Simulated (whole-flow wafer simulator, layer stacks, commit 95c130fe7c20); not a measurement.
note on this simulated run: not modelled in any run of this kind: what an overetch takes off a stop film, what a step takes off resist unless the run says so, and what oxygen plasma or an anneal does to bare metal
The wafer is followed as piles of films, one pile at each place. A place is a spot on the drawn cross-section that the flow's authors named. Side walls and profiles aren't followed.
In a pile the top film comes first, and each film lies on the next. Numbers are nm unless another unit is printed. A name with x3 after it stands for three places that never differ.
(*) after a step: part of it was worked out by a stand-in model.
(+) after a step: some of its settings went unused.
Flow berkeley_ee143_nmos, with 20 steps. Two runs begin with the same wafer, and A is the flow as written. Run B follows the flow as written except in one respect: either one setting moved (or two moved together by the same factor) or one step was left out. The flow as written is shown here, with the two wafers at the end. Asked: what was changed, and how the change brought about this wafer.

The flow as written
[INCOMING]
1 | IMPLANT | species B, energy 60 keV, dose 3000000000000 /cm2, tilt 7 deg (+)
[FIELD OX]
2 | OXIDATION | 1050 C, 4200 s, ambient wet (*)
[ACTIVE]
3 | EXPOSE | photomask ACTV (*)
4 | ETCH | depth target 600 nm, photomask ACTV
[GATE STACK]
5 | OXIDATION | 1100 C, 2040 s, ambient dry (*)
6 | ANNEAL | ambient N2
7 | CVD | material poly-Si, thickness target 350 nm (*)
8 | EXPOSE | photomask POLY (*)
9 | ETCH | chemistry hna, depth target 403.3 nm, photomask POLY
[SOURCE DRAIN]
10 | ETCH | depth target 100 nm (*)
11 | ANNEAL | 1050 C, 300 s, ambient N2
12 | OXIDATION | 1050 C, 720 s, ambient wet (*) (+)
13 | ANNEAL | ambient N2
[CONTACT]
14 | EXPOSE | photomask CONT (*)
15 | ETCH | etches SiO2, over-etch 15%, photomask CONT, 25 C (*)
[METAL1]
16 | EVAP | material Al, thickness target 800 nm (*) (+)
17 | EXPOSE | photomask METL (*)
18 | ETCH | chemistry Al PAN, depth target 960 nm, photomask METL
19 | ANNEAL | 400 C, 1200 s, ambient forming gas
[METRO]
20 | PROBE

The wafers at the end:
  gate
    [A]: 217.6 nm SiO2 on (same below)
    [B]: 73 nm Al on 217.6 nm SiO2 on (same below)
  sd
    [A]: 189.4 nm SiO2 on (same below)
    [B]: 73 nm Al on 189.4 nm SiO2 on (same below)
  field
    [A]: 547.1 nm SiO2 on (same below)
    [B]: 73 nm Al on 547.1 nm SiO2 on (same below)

Cause: step 18, ETCH: depth target 727 nm was run, though the flow has depth target 960 nm.

How this came from the change, step by step:
  18 | ETCH | chemistry Al PAN, depth target 960 nm, photomask METL
      gate, sd, field: A -800 Al (all of it) | B -727 Al
Taking metal films that touch as one body, gate has 1 body; the flow as written gives 0 bodies.
Taking metal films that touch as one body, sd has 1 body; the flow as written gives 0 bodies.
Taking metal films that touch as one body, field has 1 body; the flow as written gives 0 bodies.
